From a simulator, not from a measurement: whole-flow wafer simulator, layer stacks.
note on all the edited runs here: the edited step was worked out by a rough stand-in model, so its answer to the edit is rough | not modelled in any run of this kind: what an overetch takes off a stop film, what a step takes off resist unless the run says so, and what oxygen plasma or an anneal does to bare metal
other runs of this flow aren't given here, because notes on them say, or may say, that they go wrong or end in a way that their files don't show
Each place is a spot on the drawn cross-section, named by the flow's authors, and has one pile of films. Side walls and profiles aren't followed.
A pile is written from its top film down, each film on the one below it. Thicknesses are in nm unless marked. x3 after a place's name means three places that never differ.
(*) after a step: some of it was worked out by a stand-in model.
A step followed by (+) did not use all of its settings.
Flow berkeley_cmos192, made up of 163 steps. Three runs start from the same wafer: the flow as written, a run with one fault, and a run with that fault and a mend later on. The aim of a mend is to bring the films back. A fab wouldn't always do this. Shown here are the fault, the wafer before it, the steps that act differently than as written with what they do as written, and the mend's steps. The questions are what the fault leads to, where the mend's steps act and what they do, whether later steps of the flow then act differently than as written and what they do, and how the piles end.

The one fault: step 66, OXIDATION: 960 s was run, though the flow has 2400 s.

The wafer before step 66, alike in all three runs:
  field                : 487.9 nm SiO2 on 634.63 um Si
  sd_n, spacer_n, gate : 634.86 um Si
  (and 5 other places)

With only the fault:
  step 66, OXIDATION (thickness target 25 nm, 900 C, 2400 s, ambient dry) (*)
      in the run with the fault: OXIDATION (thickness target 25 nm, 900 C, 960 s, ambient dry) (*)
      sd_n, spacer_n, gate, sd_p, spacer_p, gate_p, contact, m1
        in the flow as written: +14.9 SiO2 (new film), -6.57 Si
        in the run with the fault: +8.44 SiO2 (new film), -3.71 Si
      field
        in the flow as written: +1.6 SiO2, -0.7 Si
        in the run with the fault: +0.64 SiO2, -0.28 Si
  Later steps of the flow acting differently than as written (not shown: 37 more steps that differ only slightly, by at most 2% or 0.5 nm, whichever is larger):
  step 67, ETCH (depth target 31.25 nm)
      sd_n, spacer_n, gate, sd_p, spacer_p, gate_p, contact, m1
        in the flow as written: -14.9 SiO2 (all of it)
        in the run with the fault: -8.44 SiO2 (all of it)
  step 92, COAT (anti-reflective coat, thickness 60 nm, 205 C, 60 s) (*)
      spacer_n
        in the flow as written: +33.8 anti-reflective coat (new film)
        in the run with the fault: +34.8 anti-reflective coat (new film)
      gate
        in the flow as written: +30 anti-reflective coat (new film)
        in the run with the fault: +31 anti-reflective coat (new film)
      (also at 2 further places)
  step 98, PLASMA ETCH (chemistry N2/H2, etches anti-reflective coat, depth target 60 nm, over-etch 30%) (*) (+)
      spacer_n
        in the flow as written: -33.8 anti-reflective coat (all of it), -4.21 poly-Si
        in the run with the fault: -34.8 anti-reflective coat (all of it), -4.13 poly-Si
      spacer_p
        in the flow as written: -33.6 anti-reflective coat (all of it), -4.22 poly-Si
        in the run with the fault: -34.4 anti-reflective coat (all of it), -4.14 poly-Si
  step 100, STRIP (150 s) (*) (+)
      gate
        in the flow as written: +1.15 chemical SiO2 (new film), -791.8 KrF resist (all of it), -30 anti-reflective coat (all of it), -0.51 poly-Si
        in the run with the fault: +1.15 chemical SiO2 (new film), -789.3 KrF resist (all of it), -31 anti-reflective coat (all of it), -0.51 poly-Si
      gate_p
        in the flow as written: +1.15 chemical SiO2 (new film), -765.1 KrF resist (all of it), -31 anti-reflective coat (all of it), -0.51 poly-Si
        in the run with the fault: +1.15 chemical SiO2 (new film), -763.3 KrF resist (all of it), -31.7 anti-reflective coat (all of it), -0.51 poly-Si
  The piles end only slightly different from the flow's at the places that both follow, by no more than 2% or 0.5 nm, whichever is larger.

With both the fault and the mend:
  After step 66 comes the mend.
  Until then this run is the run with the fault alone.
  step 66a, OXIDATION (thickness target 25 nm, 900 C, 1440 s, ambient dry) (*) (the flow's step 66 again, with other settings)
      sd_n, spacer_n, gate, sd_p, spacer_p, gate_p, contact, m1
        +6.5 SiO2, -2.86 Si
      field
        +0.96 SiO2, -0.42 Si
  Later steps of the flow that are run all act as written at every place that is followed.
  The piles end the same as the flow's at every place that both follow.
